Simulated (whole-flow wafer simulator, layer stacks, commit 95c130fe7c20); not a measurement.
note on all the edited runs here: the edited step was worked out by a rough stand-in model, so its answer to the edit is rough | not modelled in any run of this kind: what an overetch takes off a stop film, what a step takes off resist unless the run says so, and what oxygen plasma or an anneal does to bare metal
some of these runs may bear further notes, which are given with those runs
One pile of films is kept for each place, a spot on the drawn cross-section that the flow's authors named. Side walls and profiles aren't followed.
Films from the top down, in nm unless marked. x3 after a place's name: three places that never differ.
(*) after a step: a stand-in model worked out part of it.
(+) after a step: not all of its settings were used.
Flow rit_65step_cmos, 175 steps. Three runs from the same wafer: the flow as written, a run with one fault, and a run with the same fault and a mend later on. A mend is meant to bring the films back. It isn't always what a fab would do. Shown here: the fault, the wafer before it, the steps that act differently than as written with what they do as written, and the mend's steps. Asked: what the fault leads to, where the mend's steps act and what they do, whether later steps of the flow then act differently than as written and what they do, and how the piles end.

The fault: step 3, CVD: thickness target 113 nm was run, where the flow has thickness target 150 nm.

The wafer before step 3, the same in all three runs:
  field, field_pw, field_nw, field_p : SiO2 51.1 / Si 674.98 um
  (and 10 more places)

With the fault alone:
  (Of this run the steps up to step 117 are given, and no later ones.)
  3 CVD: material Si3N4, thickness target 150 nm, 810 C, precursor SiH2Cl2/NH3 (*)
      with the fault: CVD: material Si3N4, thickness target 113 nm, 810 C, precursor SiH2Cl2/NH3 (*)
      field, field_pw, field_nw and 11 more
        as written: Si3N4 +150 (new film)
        with the fault: Si3N4 +113 (new film)
  Later steps of the flow that act differently than as written (36 more steps differ only slightly, by at most 2% or 0.5 nm, whichever is larger, and aren't shown):
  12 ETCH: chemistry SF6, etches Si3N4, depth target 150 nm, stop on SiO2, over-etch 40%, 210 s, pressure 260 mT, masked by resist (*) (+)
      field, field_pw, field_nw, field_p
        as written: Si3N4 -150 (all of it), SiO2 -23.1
        with the fault: Si3N4 -113 (all of it), SiO2 -37.3
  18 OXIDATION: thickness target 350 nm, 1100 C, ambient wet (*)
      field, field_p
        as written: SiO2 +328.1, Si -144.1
        with the fault: SiO2 +339.5, Si -149.1
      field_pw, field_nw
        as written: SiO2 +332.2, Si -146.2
        with the fault: SiO2 +343, Si -150.9
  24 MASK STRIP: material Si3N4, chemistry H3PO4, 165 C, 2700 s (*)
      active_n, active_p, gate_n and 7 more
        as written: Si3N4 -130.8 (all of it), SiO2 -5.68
        with the fault: Si3N4 -93.8 (all of it), SiO2 -7.09
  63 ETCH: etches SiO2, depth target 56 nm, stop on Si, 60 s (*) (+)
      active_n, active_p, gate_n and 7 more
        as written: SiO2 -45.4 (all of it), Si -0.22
        with the fault: SiO2 -44 (all of it), Si -0.25
  After step 117 the piles differ from the flow's only slightly at the places that both follow, by at most 2% or 0.5 nm, whichever is larger.

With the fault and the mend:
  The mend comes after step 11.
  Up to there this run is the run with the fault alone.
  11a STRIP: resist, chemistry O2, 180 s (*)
      active_n, active_p, gate_n and 7 more
        resist -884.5 (all of it)
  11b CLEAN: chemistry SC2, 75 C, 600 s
      changes no film at any place that is followed
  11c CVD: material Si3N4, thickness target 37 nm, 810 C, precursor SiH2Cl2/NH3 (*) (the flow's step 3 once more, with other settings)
      field, field_pw, field_nw and 11 more
        Si3N4 +37
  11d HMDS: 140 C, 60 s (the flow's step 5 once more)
      changes no film at any place that is followed
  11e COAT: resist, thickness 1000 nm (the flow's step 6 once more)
      field, field_pw, field_nw and 11 more
        resist +1000 (new film)
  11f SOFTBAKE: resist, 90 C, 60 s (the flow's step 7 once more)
      changes no film at any place that is followed
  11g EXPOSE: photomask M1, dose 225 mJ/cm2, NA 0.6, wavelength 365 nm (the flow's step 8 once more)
      changes no film at any place that is followed
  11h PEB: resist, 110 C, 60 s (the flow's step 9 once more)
      field, field_pw, field_nw and 11 more
        resist -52
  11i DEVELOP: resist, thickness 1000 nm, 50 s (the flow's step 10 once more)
      field, field_pw, field_nw, field_p
        resist -948 (all of it)
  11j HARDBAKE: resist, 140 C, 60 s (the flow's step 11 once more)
      active_n, active_p, gate_n and 7 more
        resist -63.5
  No later step of the flow acts differently than as written at any place that is followed.
  At the end the piles are the same as the flow's at every place that both follow.
